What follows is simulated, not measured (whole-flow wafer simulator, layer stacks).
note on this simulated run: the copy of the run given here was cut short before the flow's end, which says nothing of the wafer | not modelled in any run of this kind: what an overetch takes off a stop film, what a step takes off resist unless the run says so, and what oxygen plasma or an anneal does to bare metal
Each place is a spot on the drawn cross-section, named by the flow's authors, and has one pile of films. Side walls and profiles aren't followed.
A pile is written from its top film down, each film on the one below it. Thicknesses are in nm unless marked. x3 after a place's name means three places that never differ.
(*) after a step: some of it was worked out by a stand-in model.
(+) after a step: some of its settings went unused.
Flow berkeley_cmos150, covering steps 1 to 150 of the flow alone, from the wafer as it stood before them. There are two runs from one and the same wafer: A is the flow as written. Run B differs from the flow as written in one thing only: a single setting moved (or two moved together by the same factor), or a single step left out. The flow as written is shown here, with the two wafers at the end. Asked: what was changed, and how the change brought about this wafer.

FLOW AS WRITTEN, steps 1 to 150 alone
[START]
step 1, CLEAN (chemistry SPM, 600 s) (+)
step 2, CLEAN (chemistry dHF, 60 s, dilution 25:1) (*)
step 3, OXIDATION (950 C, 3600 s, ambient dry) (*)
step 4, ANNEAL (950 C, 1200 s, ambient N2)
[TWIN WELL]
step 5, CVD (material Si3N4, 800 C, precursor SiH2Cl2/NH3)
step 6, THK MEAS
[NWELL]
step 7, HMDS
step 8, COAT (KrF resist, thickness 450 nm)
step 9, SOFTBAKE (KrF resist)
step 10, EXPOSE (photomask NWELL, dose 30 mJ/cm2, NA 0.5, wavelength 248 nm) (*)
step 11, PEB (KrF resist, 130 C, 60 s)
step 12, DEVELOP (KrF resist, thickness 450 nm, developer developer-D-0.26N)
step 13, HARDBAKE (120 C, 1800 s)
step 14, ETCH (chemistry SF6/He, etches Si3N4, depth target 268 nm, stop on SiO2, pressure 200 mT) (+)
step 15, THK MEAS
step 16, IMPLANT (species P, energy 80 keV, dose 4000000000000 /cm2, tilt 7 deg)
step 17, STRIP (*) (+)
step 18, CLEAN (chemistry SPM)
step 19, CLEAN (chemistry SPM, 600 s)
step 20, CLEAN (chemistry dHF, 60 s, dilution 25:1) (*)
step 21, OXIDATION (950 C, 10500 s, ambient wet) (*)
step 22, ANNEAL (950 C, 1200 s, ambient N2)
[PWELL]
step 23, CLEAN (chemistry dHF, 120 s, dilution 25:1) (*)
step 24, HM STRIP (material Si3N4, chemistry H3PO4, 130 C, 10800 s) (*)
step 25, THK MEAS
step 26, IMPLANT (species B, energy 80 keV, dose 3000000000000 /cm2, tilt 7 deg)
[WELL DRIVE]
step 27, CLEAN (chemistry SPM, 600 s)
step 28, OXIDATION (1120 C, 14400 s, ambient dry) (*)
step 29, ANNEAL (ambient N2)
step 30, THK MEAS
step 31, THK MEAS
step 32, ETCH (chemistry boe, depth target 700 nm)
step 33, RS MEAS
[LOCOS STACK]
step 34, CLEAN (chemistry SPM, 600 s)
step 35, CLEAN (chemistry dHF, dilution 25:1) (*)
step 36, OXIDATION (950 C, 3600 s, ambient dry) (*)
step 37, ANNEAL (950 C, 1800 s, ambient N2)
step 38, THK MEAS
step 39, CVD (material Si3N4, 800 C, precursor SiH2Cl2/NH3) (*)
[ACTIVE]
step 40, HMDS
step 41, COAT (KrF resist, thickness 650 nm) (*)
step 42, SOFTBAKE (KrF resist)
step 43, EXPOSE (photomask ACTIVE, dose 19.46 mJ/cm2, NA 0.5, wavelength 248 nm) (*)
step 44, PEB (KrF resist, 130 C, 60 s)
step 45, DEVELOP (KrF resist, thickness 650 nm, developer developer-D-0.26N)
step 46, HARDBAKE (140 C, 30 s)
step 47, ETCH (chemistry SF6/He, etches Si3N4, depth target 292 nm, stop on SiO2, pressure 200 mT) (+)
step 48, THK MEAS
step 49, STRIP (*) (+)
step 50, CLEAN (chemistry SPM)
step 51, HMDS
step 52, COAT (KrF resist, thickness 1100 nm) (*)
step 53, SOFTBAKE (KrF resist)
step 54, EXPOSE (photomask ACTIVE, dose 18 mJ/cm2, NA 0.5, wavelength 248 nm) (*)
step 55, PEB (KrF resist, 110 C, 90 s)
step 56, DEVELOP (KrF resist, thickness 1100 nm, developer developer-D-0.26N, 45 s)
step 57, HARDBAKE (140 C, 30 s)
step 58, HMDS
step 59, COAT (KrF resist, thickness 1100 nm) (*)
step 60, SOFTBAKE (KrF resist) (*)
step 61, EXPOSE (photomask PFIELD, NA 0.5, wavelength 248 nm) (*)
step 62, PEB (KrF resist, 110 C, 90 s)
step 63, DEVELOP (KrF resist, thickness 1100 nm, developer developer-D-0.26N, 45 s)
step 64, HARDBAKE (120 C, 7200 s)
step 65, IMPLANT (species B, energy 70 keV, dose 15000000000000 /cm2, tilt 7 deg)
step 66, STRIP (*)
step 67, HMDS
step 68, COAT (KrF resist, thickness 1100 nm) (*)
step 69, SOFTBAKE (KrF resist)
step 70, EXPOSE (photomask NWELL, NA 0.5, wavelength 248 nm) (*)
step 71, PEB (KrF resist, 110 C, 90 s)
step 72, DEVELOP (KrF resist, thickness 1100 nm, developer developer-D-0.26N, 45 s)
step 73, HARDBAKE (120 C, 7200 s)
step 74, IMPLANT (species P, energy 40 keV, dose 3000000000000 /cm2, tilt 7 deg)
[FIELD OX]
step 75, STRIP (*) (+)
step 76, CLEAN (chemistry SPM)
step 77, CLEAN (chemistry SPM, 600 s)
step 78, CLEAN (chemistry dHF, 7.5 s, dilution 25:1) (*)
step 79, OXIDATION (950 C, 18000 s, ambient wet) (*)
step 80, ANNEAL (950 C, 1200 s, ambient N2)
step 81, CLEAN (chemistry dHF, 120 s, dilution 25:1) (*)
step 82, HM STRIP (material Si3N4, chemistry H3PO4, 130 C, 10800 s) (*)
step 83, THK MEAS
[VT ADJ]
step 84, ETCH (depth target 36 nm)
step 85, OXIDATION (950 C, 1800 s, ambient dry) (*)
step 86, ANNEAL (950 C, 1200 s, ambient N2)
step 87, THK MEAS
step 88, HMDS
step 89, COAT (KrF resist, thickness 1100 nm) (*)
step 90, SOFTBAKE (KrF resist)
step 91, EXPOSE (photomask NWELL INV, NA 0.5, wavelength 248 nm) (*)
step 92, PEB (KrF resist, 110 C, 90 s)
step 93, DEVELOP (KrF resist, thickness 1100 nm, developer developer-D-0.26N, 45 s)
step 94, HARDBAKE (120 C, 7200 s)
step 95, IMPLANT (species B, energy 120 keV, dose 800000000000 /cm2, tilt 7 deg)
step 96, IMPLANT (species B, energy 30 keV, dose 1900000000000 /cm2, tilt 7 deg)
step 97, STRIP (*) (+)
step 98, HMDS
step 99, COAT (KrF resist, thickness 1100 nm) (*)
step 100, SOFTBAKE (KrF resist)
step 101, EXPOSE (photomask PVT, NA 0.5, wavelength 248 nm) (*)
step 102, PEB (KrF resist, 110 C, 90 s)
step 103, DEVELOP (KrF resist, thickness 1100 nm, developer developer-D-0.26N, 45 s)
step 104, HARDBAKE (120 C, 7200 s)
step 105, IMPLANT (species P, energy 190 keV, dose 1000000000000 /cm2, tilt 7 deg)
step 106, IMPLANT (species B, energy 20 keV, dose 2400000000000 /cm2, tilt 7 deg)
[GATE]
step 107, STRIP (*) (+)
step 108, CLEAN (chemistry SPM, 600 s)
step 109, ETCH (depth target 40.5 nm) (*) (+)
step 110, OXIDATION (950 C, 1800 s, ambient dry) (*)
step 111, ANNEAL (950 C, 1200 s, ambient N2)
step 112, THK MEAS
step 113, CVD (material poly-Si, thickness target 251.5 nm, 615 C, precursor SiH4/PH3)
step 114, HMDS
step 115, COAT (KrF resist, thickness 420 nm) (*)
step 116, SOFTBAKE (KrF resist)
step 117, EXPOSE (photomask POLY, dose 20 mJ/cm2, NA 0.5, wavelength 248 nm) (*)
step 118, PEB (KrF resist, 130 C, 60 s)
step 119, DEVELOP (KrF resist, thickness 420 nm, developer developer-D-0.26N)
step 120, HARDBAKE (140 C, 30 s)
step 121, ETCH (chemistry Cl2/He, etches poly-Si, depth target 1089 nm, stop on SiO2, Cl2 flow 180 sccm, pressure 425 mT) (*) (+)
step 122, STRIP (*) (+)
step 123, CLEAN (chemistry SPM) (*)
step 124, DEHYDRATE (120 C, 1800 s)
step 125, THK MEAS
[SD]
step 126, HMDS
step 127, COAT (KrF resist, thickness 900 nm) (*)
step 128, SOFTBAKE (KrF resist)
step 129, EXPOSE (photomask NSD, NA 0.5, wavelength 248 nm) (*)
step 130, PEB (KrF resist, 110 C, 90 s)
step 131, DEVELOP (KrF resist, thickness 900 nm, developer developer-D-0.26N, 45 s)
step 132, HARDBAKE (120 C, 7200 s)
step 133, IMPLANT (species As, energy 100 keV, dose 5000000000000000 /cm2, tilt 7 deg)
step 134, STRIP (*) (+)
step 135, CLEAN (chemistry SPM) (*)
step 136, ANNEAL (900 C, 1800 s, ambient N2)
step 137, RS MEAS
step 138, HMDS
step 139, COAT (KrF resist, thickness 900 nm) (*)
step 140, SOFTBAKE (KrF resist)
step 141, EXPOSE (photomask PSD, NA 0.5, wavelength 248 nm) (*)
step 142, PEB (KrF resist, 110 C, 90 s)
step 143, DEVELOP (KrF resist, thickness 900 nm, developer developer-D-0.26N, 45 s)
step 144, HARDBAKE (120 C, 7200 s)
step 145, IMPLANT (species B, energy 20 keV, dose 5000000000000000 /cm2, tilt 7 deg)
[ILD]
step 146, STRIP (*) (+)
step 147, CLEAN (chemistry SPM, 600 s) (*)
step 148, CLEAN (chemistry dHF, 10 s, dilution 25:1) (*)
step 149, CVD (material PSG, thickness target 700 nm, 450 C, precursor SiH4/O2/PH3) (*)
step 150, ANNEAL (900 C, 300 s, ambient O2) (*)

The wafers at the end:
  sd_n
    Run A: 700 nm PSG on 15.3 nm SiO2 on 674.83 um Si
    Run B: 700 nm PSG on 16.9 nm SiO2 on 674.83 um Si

The reason: step 37, ANNEAL: 1140 C was run, whereas the flow has 950 C.

How this came from the change, step by step:
  step 85, OXIDATION (950 C, 1800 s, ambient dry) (*)
      sd_n: A +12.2 SiO2, -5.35 Si | B +16.5 SiO2, -7.28 Si
  step 109, ETCH (depth target 40.5 nm) (*) (+)
      sd_n: A -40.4 SiO2 (all of it) | B -40.5 SiO2
  step 110, OXIDATION (950 C, 1800 s, ambient dry) (*)
      sd_n: A +20.4 SiO2 (new film), -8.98 Si | B +17.7 SiO2, -7.8 Si
